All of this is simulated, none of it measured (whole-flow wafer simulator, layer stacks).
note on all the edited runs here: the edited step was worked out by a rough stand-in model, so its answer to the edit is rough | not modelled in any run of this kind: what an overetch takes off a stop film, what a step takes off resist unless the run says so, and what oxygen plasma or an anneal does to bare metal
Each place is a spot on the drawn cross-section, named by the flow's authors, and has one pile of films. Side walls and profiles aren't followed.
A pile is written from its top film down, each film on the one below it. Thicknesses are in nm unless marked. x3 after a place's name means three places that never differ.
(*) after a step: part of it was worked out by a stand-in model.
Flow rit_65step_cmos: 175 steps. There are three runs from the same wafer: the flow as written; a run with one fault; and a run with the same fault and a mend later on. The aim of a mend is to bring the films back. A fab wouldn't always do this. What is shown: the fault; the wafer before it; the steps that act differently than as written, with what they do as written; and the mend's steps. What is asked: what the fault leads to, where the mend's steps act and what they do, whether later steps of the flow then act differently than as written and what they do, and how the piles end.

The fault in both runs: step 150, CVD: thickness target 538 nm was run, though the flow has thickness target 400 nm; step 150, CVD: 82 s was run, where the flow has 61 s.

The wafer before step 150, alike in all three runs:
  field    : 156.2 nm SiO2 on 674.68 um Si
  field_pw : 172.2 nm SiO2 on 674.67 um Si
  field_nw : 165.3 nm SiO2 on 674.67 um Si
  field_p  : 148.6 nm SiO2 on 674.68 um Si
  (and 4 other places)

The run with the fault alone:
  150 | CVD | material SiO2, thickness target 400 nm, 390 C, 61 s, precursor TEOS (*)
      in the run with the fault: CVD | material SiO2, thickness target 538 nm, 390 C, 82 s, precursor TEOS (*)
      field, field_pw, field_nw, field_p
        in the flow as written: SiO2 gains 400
        in the run with the fault: SiO2 gains 538
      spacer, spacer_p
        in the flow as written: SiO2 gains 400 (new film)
        in the run with the fault: SiO2 gains 538 (new film)
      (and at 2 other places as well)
  None of the later steps of the flow differs from how it acts as written, at any place that is followed, by more than 2% or 0.5 nm, whichever is larger.
  The piles end different from the flow's at field, field_pw, field_nw, field_p, gate_n, gate_p, spacer, spacer_p by more than 2% or 0.5 nm, whichever is larger.
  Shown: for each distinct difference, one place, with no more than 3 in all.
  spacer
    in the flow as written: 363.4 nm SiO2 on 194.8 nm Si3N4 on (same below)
    in the run with the fault: 501.4 nm SiO2 on 194.8 nm Si3N4 on (same below)
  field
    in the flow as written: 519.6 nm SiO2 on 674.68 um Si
    in the run with the fault: 657.6 nm SiO2 on 674.68 um Si
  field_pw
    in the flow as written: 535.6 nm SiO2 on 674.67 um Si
    in the run with the fault: 673.6 nm SiO2 on 674.67 um Si

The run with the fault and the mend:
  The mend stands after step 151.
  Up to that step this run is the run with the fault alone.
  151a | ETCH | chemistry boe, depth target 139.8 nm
      field, field_pw, field_nw, field_p, gate_n, gate_p, spacer, spacer_p
        SiO2 loses 139.8
  None of the later steps of the flow differs from how it acts as written, at any place that is followed, by more than 2% or 0.5 nm, whichever is larger.
  At the end the piles are close to the flow's at the places that both follow, differing by at most 2% or 0.5 nm, whichever is larger.
